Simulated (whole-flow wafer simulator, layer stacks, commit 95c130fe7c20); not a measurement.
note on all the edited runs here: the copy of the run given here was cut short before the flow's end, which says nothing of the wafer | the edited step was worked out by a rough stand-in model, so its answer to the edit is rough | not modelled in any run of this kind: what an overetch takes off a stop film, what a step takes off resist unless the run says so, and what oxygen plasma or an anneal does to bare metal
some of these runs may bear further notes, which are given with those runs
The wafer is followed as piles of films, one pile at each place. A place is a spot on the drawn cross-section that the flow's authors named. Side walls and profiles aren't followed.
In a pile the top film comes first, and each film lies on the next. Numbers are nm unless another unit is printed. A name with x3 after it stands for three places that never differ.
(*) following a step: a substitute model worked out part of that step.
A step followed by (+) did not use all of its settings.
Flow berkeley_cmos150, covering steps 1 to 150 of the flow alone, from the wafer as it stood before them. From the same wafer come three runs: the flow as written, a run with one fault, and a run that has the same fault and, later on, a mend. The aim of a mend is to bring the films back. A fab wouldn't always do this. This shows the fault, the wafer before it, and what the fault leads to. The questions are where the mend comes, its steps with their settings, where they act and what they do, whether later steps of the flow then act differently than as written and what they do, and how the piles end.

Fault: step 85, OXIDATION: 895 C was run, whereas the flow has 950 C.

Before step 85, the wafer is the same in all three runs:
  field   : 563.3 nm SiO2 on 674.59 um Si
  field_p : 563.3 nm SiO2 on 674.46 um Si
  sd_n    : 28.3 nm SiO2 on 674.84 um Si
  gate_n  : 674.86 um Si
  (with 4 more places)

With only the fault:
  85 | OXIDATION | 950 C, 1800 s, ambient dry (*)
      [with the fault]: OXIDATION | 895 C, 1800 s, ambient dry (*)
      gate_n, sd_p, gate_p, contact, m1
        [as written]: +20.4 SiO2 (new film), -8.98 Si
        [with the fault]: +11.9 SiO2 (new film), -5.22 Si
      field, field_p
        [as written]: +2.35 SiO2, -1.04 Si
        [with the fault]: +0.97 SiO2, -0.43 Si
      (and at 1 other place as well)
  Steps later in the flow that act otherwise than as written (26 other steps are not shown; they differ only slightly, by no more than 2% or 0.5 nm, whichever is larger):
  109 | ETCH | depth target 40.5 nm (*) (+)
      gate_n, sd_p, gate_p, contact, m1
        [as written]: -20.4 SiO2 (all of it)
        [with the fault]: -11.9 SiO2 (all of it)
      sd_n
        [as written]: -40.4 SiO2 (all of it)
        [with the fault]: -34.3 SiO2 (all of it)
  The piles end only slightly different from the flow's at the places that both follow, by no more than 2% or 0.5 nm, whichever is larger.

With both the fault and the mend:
  The mend follows step 87.
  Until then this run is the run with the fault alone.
  87a | OXIDATION | 950 C, 977 s, ambient dry (*) (a further turn of the flow's step 85, with different settings)
      gate_n, sd_p, gate_p, contact, m1
        +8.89 SiO2, -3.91 Si
      field, field_p
        +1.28 SiO2, -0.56 Si
      sd_n
        +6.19 SiO2, -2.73 Si
  Every later step of the flow that is run acts as written, at every place that is followed, to within 2% or 0.5 nm, whichever is larger.
  The piles end only slightly different from the flow's at the places that both follow, by no more than 2% or 0.5 nm, whichever is larger.
